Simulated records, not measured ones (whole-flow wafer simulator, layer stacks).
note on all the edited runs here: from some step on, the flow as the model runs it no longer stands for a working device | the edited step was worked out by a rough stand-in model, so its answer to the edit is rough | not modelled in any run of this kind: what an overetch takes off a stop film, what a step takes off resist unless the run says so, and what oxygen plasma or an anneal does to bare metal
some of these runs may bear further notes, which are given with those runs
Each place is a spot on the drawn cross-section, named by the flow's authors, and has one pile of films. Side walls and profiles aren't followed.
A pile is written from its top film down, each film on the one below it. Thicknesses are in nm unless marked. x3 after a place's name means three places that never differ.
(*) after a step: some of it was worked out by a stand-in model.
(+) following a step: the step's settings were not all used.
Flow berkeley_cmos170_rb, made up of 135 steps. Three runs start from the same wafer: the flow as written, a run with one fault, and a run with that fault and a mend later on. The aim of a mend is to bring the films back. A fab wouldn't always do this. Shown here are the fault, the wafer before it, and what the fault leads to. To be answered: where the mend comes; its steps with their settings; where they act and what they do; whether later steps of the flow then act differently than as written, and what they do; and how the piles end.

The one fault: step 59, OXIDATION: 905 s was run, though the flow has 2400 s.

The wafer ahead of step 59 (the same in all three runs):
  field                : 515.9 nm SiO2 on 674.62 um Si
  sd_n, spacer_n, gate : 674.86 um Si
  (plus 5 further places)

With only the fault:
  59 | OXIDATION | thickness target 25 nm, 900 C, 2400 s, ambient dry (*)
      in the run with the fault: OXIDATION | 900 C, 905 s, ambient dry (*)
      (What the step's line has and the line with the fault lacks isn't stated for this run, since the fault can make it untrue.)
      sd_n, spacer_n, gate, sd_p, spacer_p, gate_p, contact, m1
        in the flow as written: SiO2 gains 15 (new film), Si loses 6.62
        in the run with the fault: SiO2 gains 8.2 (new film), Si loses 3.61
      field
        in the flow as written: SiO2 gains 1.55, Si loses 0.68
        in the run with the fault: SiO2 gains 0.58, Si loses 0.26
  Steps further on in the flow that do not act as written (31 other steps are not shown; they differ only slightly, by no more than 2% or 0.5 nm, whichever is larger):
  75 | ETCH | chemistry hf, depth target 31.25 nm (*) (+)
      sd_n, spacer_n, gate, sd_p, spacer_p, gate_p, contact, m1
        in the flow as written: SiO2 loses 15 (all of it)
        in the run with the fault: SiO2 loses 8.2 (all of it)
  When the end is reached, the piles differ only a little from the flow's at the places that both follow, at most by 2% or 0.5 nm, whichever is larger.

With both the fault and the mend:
  The mend follows step 59.
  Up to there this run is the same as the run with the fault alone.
  59a | OXIDATION | 900 C, 1495 s, ambient dry (*) (the flow's step 59, run once more with other settings)
      sd_n, spacer_n, gate, sd_p, spacer_p, gate_p, contact, m1
        SiO2 gains 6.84, Si loses 3.01
      field
        SiO2 gains 0.96, Si loses 0.42
  Every later step of the flow that is run acts as written at every place that is followed.
  By the end, the piles equal the flow's at every place that both follow.
